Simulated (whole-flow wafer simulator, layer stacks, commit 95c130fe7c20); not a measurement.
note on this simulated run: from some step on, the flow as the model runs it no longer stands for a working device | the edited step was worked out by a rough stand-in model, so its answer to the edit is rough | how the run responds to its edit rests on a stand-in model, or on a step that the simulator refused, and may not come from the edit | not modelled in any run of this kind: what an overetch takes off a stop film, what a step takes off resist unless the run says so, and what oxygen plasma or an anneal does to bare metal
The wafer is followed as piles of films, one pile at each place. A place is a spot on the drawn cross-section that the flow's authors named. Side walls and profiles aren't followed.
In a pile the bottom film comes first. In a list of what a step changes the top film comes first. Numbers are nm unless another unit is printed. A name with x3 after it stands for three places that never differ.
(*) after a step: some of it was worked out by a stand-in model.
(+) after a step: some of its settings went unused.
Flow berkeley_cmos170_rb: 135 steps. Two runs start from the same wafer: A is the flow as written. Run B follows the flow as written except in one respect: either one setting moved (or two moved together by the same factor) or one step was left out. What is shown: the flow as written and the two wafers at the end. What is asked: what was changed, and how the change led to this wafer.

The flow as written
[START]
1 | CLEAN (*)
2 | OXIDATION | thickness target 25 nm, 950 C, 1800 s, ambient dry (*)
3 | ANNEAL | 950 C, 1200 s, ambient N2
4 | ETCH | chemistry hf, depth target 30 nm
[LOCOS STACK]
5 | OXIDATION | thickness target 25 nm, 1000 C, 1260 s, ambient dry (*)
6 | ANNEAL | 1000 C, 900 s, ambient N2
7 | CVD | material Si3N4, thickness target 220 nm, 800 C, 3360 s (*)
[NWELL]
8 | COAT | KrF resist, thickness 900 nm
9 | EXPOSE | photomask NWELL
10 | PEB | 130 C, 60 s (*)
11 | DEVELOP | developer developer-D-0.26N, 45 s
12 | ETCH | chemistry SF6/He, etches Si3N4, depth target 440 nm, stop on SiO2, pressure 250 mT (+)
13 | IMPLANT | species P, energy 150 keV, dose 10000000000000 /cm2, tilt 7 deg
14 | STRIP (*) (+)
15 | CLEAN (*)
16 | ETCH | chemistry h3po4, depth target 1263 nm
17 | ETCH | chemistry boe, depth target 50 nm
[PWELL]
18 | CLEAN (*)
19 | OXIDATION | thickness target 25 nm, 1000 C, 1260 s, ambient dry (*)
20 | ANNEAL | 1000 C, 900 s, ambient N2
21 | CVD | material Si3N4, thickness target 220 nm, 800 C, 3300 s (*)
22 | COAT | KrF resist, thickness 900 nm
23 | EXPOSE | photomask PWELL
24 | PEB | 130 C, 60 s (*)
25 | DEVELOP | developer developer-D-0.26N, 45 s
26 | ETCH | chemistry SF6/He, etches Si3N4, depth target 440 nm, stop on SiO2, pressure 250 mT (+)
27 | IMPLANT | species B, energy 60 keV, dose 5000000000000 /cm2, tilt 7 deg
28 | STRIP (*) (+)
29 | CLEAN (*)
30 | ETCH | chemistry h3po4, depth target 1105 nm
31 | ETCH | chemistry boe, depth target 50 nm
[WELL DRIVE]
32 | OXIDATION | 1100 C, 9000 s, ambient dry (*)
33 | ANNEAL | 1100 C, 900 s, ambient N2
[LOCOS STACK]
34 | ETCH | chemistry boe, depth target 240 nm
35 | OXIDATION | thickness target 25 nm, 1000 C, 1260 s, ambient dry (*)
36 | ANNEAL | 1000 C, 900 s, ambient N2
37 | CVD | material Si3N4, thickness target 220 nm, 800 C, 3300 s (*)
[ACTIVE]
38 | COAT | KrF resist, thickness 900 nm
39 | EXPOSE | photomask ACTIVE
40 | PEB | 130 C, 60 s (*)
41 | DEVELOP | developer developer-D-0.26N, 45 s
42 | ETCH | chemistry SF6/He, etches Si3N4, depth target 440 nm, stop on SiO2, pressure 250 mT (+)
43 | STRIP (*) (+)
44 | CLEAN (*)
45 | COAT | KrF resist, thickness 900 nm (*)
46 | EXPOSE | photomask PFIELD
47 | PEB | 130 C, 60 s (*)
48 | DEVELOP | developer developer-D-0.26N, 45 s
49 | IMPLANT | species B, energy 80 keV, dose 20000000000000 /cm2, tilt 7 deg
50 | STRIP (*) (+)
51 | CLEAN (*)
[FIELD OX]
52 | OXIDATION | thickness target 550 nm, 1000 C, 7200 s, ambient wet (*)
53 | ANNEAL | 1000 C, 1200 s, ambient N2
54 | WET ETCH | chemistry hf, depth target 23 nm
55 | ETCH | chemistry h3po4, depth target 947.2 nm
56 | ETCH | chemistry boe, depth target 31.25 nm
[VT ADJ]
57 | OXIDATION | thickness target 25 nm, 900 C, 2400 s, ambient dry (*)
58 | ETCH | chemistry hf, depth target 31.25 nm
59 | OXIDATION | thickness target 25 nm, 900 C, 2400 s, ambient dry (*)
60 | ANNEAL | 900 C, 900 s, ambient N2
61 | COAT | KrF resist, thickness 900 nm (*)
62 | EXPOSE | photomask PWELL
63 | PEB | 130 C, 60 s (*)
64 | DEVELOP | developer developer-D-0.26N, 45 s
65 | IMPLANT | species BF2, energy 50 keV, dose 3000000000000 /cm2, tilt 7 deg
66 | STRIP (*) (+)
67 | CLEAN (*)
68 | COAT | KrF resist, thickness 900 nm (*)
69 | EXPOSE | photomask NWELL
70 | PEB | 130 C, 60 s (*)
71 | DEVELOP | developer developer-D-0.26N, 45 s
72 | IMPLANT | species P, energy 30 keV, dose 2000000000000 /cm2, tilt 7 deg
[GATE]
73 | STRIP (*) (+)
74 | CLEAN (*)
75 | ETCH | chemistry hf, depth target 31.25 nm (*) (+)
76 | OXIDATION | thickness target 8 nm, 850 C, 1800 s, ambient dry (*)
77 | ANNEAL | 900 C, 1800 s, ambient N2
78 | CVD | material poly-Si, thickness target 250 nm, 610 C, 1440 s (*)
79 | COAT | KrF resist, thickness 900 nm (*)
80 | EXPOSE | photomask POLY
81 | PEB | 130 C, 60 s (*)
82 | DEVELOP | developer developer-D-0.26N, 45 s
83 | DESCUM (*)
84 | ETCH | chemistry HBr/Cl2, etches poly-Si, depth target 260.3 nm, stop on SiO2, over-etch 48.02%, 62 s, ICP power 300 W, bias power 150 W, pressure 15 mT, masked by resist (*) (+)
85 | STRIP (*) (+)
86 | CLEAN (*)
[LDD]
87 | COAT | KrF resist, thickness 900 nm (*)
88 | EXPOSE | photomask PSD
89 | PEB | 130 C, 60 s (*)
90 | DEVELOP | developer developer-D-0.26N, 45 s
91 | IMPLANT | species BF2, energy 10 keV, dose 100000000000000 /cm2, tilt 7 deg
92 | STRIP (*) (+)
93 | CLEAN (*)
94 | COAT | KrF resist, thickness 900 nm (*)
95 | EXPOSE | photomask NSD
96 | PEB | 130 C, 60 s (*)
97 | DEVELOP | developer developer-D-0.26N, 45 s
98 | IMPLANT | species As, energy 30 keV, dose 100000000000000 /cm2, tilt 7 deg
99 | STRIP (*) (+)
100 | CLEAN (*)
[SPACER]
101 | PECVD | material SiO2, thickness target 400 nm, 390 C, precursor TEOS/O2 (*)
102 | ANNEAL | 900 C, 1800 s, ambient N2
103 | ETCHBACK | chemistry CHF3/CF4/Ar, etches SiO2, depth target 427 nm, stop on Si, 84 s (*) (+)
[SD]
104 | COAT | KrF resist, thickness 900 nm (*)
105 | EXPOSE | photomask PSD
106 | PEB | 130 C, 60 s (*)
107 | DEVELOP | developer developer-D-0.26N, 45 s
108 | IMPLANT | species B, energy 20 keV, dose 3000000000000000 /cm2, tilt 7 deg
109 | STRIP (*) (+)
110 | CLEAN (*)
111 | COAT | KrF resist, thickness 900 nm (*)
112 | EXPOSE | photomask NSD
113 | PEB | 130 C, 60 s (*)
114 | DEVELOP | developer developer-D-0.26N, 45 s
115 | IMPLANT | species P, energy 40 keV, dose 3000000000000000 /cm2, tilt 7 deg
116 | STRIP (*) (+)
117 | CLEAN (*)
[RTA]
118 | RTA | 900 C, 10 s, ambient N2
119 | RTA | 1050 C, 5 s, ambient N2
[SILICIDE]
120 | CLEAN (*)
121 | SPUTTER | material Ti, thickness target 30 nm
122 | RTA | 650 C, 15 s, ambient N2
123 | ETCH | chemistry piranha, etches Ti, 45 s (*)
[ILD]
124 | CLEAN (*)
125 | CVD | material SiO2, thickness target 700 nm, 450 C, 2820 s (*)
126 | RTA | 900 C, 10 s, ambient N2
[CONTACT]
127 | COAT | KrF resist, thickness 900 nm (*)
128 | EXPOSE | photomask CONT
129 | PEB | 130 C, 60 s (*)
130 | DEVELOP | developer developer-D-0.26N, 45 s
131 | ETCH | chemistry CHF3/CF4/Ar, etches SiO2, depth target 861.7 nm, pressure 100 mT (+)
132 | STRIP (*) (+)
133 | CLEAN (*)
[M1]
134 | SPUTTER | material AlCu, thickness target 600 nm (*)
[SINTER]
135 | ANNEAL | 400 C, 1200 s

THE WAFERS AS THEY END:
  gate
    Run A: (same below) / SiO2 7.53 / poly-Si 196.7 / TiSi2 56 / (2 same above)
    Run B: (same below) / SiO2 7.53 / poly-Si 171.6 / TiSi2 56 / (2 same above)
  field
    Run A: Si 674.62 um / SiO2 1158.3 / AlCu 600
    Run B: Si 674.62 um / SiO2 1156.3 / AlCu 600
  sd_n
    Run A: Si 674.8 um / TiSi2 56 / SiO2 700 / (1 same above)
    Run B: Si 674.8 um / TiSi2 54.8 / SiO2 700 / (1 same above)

The reason: step 78, CVD: 1296 s was run, whereas the flow has 1440 s.

How this came from the change, step by step:
  78 | CVD | material poly-Si, thickness target 250 nm, 610 C, 1440 s (*)
      field, sd_n, spacer_n and 6 more: A poly-Si gains 250 (new film) | B poly-Si gains 224.9 (new film)
  84 | ETCH | chemistry HBr/Cl2, etches poly-Si, depth target 260.3 nm, stop on SiO2, over-etch 48.02%, 62 s, ICP power 300 W, bias power 150 W, pressure 15 mT, masked by resist (*) (+)
      field, sd_n, spacer_n, sd_p, spacer_p, contact, m1: A poly-Si loses 250 (all of it), SiO2 loses 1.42 | B poly-Si loses 224.9 (all of it), SiO2 loses 3.35
  87 | COAT | KrF resist, thickness 900 nm (*)
      gate: A KrF resist gains 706 (new film) | B KrF resist gains 729.4 (new film)
      gate_p: A KrF resist gains 706.3 (new film) | B KrF resist gains 730 (new film)
  90 | DEVELOP | developer developer-D-0.26N, 45 s
      gate_p: A KrF resist loses 706.3 (all of it) | B KrF resist loses 730 (all of it)
  92 | STRIP (*) (+)
      gate: A KrF resist loses 691.8 (all of it) | B KrF resist loses 715.2 (all of it)
  94 | COAT | KrF resist, thickness 900 nm (*)
      gate: A KrF resist gains 706 (new film) | B KrF resist gains 729.4 (new film)
      gate_p: A KrF resist gains 706.3 (new film) | B KrF resist gains 730 (new film)
  97 | DEVELOP | developer developer-D-0.26N, 45 s
      gate: A KrF resist loses 706 (all of it) | B KrF resist loses 729.4 (all of it)
  99 | STRIP (*) (+)
      gate_p: A KrF resist loses 692.1 (all of it) | B KrF resist loses 715.8 (all of it)
  103 | ETCHBACK | chemistry CHF3/CF4/Ar, etches SiO2, depth target 427 nm, stop on Si, 84 s (*) (+)
      spacer_n: A SiO2 loses 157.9 | B SiO2 loses 180.8
      spacer_p: A SiO2 loses 157.9 | B SiO2 loses 180.7
  104 | COAT | KrF resist, thickness 900 nm (*)
      spacer_n: A KrF resist gains 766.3 (new film) | B KrF resist gains 790.2 (new film)
      gate: A KrF resist gains 742.1 (new film) | B KrF resist gains 765.5 (new film)
      (and at 2 other places as well)
  107 | DEVELOP | developer developer-D-0.26N, 45 s
      spacer_p: A KrF resist loses 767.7 (all of it) | B KrF resist loses 792 (all of it)
      gate_p: A KrF resist loses 743.2 (all of it) | B KrF resist loses 766.8 (all of it)
  109 | STRIP (*) (+)
      spacer_n: A KrF resist loses 752.1 (all of it) | B KrF resist loses 776 (all of it)
      gate: A KrF resist loses 727.9 (all of it) | B KrF resist loses 751.3 (all of it)
  111 | COAT | KrF resist, thickness 900 nm (*)
      spacer_n: A KrF resist gains 766.3 (new film) | B KrF resist gains 790.2 (new film)
      gate: A KrF resist gains 742.1 (new film) | B KrF resist gains 765.5 (new film)
      (and at 2 other places as well)
  114 | DEVELOP | developer developer-D-0.26N, 45 s
      spacer_n: A KrF resist loses 766.3 (all of it) | B KrF resist loses 790.2 (all of it)
      gate: A KrF resist loses 742.1 (all of it) | B KrF resist loses 765.5 (all of it)
  116 | STRIP (*) (+)
      spacer_p: A KrF resist loses 753.5 (all of it) | B KrF resist loses 777.8 (all of it)
      gate_p: A KrF resist loses 729 (all of it) | B KrF resist loses 752.6 (all of it)
  121 | SPUTTER | material Ti, thickness target 30 nm
      sd_n, spacer_n: A Ti gains 30 (new film) | B Ti gains 29.3 (new film)
      sd_p: A Ti gains 27.1 (new film) | B Ti gains 26.2 (new film)
      (and at 1 other place as well)
  ... another 2 steps ...
  126 | RTA | 900 C, 10 s, ambient N2
      sd_p: A under 1 film: TiSi2 gains 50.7 (new film), TiSi first loses 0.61 (all of it), TiSi2 C49 loses 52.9 (all of it), Si loses 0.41 | B under 1 film: TiSi2 gains 48.9 (new film), TiSi2 C49 loses 52 (all of it)
      sd_n: A under 1 film: TiSi2 gains 56 (new film), TiSi first loses 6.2 (all of it), TiSi2 C49 loses 50.3 (all of it), Si loses 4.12 | B under 1 film: TiSi2 gains 54.8 (new film), TiSi first loses 4.87 (all of it), TiSi2 C49 loses 50.9 (all of it), Si loses 3.23
